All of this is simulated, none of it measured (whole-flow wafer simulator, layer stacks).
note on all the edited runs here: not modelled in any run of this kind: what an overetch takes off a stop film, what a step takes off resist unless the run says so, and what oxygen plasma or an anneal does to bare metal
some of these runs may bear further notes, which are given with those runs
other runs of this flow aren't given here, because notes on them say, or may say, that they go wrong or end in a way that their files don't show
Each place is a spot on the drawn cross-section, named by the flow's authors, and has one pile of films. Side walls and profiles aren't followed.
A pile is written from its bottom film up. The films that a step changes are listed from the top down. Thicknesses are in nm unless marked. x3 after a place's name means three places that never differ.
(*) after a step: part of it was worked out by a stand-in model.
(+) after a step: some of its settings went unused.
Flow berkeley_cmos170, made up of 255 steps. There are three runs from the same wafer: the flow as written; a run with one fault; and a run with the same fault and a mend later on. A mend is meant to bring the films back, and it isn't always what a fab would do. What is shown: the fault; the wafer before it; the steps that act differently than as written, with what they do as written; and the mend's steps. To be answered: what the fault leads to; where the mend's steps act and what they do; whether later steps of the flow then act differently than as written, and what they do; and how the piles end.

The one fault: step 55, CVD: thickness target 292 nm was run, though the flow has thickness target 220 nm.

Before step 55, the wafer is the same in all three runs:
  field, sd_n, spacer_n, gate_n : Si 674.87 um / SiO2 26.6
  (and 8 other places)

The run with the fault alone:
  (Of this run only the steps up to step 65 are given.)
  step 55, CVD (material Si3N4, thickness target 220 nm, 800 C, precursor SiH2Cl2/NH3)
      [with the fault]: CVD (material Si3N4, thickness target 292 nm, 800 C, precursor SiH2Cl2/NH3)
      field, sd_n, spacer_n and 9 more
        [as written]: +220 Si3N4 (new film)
        [with the fault]: +292 Si3N4 (new film)
  Steps later in the flow that act otherwise than as written:
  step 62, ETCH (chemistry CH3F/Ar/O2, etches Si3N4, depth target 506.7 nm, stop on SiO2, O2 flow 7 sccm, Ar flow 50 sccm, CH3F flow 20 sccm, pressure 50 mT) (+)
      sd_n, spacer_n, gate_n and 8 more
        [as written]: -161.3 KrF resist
        [with the fault]: -209.3 KrF resist
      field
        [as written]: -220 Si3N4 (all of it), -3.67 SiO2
        [with the fault]: -292 Si3N4 (all of it), -3.67 SiO2
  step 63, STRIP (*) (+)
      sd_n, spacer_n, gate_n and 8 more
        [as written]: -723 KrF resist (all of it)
        [with the fault]: -675 KrF resist (all of it)
  The piles after step 65 differ from the flow's at sd_n, spacer_n, gate_n and 8 more by more than 2% or 0.5 nm, whichever is larger.
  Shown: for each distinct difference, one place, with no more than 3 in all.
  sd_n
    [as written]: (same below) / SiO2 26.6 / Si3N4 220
    [with the fault]: (same below) / SiO2 26.6 / Si3N4 292

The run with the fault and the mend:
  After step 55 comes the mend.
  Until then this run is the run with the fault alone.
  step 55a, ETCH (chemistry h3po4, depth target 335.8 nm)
      field, sd_n, spacer_n and 9 more
        -292 Si3N4 (all of it)
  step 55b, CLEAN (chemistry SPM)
      leaves every film unchanged at each place that is followed
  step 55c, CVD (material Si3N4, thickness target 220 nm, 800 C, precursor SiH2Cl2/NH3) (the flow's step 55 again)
      field, sd_n, spacer_n and 9 more
        +220 Si3N4 (new film)
  Later steps of the flow that are run all act as written at every place that is followed.
  By the end, the piles equal the flow's at every place that both follow.
